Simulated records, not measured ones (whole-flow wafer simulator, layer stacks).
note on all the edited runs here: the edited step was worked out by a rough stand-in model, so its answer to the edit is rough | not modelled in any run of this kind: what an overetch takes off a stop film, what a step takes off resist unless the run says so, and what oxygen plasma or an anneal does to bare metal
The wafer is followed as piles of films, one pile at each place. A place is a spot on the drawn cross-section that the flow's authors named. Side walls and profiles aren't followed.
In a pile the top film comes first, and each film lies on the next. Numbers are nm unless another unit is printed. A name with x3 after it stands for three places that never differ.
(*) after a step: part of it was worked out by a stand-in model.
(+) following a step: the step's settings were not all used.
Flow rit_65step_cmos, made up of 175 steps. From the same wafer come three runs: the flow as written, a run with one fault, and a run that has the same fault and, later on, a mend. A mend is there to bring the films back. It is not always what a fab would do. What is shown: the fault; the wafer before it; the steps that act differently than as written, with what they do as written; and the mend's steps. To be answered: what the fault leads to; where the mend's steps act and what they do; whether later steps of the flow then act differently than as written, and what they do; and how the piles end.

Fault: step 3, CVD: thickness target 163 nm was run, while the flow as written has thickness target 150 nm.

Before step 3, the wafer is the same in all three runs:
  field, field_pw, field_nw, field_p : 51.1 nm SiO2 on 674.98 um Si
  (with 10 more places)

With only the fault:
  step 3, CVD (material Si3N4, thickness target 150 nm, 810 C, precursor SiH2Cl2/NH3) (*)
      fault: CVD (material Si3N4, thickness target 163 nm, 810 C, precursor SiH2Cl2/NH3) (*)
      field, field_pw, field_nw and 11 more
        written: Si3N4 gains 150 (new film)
        fault: Si3N4 gains 163 (new film)
  Later steps of the flow acting differently than as written (57 more steps, not shown, differ only slightly: by at most 2% or 0.5 nm, whichever is larger):
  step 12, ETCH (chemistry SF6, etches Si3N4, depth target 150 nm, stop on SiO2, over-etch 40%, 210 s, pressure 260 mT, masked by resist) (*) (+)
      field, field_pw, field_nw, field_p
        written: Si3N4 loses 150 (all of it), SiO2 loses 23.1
        fault: Si3N4 loses 163 (all of it), SiO2 loses 18.1
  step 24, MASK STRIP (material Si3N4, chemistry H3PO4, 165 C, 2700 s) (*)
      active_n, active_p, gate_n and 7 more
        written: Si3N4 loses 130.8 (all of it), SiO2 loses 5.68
        fault: Si3N4 loses 143.8 (all of it), SiO2 loses 5.18
  When the end is reached, the piles differ only a little from the flow's at the places that both follow, at most by 2% or 0.5 nm, whichever is larger.

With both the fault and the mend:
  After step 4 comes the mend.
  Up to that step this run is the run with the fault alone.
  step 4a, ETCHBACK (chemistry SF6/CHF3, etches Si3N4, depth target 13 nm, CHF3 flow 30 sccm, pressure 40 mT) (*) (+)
      field, field_pw, field_nw and 11 more
        Si3N4 loses 13
  None of the later steps of the flow acts differently than as written at any place that is followed.
  By the end, the piles equal the flow's at every place that both follow.
